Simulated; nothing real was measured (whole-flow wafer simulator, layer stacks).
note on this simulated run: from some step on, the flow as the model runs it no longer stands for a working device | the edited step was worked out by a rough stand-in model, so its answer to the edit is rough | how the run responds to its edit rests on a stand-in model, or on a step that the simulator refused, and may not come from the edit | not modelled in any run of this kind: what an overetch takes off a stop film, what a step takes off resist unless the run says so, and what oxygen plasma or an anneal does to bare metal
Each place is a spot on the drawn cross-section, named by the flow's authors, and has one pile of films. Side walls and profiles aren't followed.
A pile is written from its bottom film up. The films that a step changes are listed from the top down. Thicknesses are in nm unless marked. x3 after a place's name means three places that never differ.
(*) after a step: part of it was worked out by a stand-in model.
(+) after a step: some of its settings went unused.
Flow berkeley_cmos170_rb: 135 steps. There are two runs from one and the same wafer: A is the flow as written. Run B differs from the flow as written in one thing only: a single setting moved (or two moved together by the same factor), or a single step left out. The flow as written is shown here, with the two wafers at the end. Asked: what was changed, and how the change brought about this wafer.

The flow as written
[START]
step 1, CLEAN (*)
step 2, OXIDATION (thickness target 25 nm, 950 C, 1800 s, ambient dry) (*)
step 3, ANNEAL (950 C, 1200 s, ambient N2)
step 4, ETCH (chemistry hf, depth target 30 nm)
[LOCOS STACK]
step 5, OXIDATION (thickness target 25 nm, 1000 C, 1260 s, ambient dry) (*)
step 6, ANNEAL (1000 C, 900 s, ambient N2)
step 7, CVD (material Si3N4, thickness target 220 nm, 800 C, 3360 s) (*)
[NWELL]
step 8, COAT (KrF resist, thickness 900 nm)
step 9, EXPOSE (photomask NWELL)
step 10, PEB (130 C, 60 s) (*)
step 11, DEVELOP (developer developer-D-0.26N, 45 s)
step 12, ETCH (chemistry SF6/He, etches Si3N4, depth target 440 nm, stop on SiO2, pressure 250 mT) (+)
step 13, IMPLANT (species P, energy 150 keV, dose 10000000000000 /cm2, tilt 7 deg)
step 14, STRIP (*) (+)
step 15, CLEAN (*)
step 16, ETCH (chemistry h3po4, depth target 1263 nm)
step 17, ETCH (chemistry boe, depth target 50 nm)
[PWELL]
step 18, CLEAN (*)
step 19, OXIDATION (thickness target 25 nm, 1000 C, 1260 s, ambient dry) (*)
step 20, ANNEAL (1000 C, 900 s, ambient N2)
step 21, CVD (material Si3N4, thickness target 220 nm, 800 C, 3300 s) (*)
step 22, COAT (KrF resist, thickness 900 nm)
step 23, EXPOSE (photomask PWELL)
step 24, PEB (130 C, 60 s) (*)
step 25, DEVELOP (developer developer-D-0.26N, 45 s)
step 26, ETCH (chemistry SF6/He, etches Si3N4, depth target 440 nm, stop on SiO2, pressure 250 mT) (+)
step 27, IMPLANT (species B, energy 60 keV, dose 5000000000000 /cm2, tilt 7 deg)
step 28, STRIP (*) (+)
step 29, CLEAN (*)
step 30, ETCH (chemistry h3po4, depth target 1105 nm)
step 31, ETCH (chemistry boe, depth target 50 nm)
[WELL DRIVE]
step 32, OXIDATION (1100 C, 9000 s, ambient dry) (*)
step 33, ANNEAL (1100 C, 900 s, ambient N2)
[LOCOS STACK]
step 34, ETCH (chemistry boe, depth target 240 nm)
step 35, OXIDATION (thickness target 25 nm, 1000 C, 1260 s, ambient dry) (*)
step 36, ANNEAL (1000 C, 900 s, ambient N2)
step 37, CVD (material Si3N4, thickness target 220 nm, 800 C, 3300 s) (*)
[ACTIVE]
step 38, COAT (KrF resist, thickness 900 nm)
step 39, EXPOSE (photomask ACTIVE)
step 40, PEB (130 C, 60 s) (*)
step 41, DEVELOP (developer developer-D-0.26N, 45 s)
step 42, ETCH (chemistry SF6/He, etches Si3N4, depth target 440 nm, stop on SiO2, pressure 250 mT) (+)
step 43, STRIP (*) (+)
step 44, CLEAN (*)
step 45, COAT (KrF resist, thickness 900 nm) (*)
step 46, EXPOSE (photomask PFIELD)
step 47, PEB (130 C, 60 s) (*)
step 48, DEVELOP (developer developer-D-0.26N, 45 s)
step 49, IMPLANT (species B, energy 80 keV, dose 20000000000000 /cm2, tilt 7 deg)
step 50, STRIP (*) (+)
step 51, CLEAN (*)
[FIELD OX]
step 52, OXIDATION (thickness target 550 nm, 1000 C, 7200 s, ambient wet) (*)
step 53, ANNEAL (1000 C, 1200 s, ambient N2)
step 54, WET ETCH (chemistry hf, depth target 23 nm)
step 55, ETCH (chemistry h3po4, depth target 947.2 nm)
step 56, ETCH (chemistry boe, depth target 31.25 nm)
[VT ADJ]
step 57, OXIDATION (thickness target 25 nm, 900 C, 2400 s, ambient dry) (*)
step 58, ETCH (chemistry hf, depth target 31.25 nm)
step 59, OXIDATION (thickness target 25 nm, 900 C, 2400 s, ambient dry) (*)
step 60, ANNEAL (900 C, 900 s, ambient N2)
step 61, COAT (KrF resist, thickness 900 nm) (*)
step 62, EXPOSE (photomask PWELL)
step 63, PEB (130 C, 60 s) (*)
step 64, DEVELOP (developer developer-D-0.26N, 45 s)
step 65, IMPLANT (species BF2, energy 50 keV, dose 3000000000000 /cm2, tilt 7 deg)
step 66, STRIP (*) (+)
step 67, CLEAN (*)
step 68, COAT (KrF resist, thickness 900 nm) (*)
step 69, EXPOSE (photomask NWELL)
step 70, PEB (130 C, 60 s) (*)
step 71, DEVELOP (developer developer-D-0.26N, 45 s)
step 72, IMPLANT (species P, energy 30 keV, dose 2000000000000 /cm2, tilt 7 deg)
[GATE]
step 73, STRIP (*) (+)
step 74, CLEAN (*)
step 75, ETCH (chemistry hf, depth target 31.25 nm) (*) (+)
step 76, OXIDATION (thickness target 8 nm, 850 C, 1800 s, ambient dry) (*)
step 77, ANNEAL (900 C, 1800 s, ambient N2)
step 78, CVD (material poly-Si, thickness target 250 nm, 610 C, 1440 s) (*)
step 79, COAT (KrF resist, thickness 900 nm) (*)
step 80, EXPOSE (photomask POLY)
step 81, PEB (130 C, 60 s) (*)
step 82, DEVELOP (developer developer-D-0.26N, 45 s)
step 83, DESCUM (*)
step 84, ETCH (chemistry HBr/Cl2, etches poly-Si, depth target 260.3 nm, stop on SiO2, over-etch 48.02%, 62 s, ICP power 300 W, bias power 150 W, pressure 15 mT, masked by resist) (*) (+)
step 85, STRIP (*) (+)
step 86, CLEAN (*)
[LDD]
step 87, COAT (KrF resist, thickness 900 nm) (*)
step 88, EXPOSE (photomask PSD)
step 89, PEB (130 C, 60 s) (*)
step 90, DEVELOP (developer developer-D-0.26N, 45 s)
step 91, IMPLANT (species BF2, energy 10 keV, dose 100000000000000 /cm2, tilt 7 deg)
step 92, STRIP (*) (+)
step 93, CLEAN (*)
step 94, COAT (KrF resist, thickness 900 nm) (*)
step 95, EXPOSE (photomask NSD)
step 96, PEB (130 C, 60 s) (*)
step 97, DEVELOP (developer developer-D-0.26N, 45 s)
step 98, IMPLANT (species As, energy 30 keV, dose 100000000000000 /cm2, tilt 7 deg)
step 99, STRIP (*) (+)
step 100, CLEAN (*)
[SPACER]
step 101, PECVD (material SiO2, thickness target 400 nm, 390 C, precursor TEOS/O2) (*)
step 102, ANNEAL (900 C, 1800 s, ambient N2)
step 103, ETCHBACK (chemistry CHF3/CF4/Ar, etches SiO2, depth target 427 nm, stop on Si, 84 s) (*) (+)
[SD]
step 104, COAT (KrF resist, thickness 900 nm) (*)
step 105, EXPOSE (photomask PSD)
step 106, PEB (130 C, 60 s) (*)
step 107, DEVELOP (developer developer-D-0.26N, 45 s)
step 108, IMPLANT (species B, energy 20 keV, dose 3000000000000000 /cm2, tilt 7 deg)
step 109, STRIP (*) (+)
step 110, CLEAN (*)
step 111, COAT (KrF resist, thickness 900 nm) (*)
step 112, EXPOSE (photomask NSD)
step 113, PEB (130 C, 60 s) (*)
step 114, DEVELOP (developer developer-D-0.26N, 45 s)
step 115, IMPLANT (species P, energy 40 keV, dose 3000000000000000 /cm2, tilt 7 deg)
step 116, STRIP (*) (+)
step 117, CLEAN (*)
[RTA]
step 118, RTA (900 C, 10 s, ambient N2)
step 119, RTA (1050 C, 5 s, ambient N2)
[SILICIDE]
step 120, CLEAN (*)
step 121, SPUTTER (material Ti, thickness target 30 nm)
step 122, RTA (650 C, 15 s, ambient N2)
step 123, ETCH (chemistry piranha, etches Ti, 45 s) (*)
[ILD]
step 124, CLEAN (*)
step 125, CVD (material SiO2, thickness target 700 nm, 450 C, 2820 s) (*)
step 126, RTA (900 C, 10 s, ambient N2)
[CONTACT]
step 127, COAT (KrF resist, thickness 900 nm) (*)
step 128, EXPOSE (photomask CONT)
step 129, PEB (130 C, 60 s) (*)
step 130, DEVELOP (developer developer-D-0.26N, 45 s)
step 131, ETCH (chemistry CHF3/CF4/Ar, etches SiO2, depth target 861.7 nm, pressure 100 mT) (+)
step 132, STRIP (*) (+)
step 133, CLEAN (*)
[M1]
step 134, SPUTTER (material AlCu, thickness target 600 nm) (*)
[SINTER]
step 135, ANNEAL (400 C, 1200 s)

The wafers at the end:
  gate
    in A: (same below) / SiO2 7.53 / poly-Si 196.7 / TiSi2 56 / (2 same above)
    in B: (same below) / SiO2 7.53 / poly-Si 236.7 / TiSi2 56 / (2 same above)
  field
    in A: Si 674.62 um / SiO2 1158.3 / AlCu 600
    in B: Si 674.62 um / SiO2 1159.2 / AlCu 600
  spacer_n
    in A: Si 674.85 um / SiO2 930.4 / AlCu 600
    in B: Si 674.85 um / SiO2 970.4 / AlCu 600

The reason: step 78, CVD: thickness target 290 nm was run, while the flow as written has thickness target 250 nm; step 78, CVD: 1670 s was run, where the flow has 1440 s.

The path from the change to this, step by step:
  step 78, CVD (material poly-Si, thickness target 250 nm, 610 C, 1440 s) (*)
      field, sd_n, spacer_n and 6 more: A poly-Si gains 250 (new film) | B poly-Si gains 290 (new film)
  step 84, ETCH (chemistry HBr/Cl2, etches poly-Si, depth target 260.3 nm, stop on SiO2, over-etch 48.02%, 62 s, ICP power 300 W, bias power 150 W, pressure 15 mT, masked by resist) (*) (+)
      field, sd_n, spacer_n, sd_p, spacer_p, contact, m1: A poly-Si loses 250 (all of it), SiO2 loses 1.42 | B poly-Si loses 290 (all of it), SiO2 loses 0.48
  step 87, COAT (KrF resist, thickness 900 nm) (*)
      gate: A KrF resist gains 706 (new film) | B KrF resist gains 675.9 (new film)
      gate_p: A KrF resist gains 706.3 (new film) | B KrF resist gains 676.4 (new film)
  step 90, DEVELOP (developer developer-D-0.26N, 45 s)
      gate_p: A KrF resist loses 706.3 (all of it) | B KrF resist loses 676.4 (all of it)
  step 92, STRIP (*) (+)
      gate: A KrF resist loses 691.8 (all of it) | B KrF resist loses 661.7 (all of it)
  step 94, COAT (KrF resist, thickness 900 nm) (*)
      gate: A KrF resist gains 706 (new film) | B KrF resist gains 675.9 (new film)
      gate_p: A KrF resist gains 706.3 (new film) | B KrF resist gains 676.4 (new film)
  step 97, DEVELOP (developer developer-D-0.26N, 45 s)
      gate: A KrF resist loses 706 (all of it) | B KrF resist loses 675.9 (all of it)
  step 99, STRIP (*) (+)
      gate_p: A KrF resist loses 692.1 (all of it) | B KrF resist loses 662.2 (all of it)
  step 103, ETCHBACK (chemistry CHF3/CF4/Ar, etches SiO2, depth target 427 nm, stop on Si, 84 s) (*) (+)
      spacer_n, spacer_p: A SiO2 loses 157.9 | B SiO2 loses 118.8
  step 104, COAT (KrF resist, thickness 900 nm) (*)
      spacer_n: A KrF resist gains 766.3 (new film) | B KrF resist gains 738.2 (new film)
      gate: A KrF resist gains 742.1 (new film) | B KrF resist gains 714.8 (new film)
      (as well as at 2 more places)
  step 107, DEVELOP (developer developer-D-0.26N, 45 s)
      spacer_p: A KrF resist loses 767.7 (all of it) | B KrF resist loses 739.6 (all of it)
      gate_p: A KrF resist loses 743.2 (all of it) | B KrF resist loses 715.8 (all of it)
  step 109, STRIP (*) (+)
      spacer_n: A KrF resist loses 752.1 (all of it) | B KrF resist loses 724 (all of it)
      gate: A KrF resist loses 727.9 (all of it) | B KrF resist loses 700.6 (all of it)
  step 111, COAT (KrF resist, thickness 900 nm) (*)
      spacer_n: A KrF resist gains 766.3 (new film) | B KrF resist gains 738.2 (new film)
      gate: A KrF resist gains 742.1 (new film) | B KrF resist gains 714.8 (new film)
      (as well as at 2 more places)
  step 114, DEVELOP (developer developer-D-0.26N, 45 s)
      spacer_n: A KrF resist loses 766.3 (all of it) | B KrF resist loses 738.2 (all of it)
      gate: A KrF resist loses 742.1 (all of it) | B KrF resist loses 714.8 (all of it)
  step 116, STRIP (*) (+)
      spacer_p: A KrF resist loses 753.5 (all of it) | B KrF resist loses 725.4 (all of it)
      gate_p: A KrF resist loses 729 (all of it) | B KrF resist loses 701.6 (all of it)
  step 127, COAT (KrF resist, thickness 900 nm) (*)
      spacer_n: A KrF resist gains 819.8 (new film) | B KrF resist gains 801.2 (new film)
      spacer_p: A KrF resist gains 822.5 (new film) | B KrF resist gains 804.3 (new film)
  step 132, STRIP (*) (+)
      spacer_n: A KrF resist loses 590.2 (all of it) | B KrF resist loses 571.6 (all of it)
      gate: A KrF resist loses 568.8 (all of it) | B KrF resist loses 552.9 (all of it)
      (as well as at 2 more places)
